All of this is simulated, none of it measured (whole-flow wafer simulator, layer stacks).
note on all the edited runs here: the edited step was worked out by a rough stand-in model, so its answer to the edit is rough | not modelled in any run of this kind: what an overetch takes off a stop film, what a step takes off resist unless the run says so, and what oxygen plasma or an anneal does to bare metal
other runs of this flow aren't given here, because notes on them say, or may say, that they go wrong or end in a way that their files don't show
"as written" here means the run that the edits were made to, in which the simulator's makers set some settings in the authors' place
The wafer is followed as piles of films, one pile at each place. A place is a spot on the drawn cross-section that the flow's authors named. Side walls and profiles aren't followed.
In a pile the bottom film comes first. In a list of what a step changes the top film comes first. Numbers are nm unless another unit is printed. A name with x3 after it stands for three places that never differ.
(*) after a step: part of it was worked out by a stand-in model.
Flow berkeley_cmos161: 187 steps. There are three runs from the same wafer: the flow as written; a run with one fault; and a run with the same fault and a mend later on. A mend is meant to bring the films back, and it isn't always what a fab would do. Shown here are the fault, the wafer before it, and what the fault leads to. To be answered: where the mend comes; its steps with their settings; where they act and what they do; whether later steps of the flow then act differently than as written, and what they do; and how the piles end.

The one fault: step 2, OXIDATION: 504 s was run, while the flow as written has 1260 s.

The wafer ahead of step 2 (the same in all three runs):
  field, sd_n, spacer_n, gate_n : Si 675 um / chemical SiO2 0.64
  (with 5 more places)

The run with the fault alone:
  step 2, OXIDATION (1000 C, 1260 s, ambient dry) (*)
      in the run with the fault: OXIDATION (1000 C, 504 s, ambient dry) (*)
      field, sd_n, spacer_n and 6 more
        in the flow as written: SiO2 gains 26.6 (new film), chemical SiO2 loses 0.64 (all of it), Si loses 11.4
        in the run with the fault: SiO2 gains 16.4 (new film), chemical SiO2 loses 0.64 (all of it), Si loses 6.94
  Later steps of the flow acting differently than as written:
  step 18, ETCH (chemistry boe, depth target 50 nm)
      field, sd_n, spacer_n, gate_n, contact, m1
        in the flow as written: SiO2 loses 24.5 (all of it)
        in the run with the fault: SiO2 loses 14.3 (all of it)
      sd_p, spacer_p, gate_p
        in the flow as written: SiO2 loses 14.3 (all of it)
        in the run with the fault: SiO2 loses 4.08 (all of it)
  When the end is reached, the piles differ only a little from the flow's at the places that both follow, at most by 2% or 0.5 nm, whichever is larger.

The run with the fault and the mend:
  The mend stands after step 2.
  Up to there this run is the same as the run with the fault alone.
  step 2a, OXIDATION (1000 C, 756 s, ambient dry) (*) (the flow's step 2 again, with other settings)
      field, sd_n, spacer_n and 6 more
        SiO2 gains 10.2, Si loses 4.5
  Every later step of the flow that is run acts as written at every place that is followed.
  By the end, the piles equal the flow's at every place that both follow.
